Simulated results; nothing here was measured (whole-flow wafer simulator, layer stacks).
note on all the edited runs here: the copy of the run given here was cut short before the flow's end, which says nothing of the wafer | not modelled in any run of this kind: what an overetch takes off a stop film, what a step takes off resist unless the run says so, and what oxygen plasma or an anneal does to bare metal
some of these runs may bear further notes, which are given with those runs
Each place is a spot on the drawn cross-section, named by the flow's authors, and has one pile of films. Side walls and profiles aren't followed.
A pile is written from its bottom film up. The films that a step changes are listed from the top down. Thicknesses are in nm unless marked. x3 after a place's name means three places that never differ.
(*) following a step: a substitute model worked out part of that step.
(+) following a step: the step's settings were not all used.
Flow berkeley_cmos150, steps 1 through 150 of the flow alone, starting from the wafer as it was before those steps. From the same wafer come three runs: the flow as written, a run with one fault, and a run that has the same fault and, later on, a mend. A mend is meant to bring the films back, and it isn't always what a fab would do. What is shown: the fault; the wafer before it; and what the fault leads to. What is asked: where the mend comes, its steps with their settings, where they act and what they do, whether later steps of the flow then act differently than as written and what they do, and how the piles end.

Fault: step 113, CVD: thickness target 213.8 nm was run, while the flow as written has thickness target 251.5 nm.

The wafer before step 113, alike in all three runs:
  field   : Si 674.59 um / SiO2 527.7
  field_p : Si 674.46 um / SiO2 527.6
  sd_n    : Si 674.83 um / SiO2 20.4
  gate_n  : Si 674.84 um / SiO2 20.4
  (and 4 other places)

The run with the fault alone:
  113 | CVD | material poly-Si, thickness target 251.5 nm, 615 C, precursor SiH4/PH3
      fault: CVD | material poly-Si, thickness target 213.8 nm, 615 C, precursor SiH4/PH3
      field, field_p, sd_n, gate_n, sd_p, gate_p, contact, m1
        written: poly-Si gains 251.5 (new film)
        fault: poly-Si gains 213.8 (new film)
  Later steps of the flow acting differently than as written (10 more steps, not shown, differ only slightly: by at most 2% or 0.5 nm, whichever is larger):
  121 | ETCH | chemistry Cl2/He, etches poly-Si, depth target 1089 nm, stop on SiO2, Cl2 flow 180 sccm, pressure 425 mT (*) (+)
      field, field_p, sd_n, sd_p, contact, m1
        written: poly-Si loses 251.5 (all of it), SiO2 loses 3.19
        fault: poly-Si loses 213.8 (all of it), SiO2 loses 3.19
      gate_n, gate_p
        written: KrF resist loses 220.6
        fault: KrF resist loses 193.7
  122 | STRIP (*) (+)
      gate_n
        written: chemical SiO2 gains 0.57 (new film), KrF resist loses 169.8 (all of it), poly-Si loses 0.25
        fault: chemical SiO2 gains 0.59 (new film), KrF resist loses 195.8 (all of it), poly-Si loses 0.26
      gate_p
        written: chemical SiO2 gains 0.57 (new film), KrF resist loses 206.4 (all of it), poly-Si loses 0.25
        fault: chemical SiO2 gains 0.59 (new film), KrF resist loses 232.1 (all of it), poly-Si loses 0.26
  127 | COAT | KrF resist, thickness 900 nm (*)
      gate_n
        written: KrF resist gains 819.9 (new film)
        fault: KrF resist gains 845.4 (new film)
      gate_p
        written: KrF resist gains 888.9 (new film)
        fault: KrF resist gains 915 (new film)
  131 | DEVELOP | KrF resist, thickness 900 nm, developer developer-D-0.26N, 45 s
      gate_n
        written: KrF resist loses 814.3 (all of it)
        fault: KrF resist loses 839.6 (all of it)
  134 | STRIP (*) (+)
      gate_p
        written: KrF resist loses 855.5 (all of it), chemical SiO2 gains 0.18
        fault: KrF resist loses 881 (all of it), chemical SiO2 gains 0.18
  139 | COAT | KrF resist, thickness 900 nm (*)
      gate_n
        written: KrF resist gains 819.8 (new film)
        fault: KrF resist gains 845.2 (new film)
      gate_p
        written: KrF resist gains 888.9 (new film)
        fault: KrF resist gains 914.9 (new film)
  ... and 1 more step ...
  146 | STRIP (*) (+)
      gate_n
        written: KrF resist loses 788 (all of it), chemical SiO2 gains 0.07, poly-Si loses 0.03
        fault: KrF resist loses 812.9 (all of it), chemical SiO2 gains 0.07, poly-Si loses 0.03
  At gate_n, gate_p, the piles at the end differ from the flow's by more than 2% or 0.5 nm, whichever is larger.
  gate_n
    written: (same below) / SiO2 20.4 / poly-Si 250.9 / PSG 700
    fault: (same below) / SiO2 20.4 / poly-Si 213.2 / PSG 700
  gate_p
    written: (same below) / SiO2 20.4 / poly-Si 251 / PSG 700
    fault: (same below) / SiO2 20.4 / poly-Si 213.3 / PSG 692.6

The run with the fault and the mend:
  The mend stands after step 113.
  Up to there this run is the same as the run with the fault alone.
  113a | CVD | material poly-Si, thickness target 37.7 nm, 615 C, precursor SiH4/PH3 (*) (a further turn of the flow's step 113, with different settings)
      field, field_p, sd_n, gate_n, sd_p, gate_p, contact, m1
        poly-Si gains 37.7
  None of the later steps of the flow differs from how it acts as written, at any place that is followed, by more than 2% or 0.5 nm, whichever is larger.
  By the end, the piles equal the flow's at every place that both follow.
